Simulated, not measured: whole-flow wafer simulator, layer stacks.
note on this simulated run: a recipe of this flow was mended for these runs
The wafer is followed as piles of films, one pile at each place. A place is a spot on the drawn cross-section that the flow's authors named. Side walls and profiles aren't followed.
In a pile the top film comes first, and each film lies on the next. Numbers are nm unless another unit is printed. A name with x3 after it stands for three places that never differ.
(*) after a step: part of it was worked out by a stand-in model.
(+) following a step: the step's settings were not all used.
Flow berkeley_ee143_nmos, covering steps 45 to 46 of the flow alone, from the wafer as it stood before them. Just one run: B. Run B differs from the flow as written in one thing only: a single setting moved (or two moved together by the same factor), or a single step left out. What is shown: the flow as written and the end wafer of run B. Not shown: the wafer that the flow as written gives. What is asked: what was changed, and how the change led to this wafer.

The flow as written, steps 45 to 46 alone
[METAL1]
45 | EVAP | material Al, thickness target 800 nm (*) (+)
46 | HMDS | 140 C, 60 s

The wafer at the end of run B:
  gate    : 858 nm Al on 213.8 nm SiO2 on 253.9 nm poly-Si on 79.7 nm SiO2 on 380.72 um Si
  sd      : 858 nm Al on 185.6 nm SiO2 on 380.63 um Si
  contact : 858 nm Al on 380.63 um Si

The reason: step 45, EVAP: thickness target 858 nm was run, while the flow as written has thickness target 800 nm.
The wafer itself shows it: gate has Al 858, and step 45 as written asks for 800 nm.

How this came from the change, step by step:
  45 | EVAP | material Al, thickness target 800 nm (*) (+)
      gate, sd, contact, field: +858 Al (new film) (as written it would have been: +800 Al (new film))
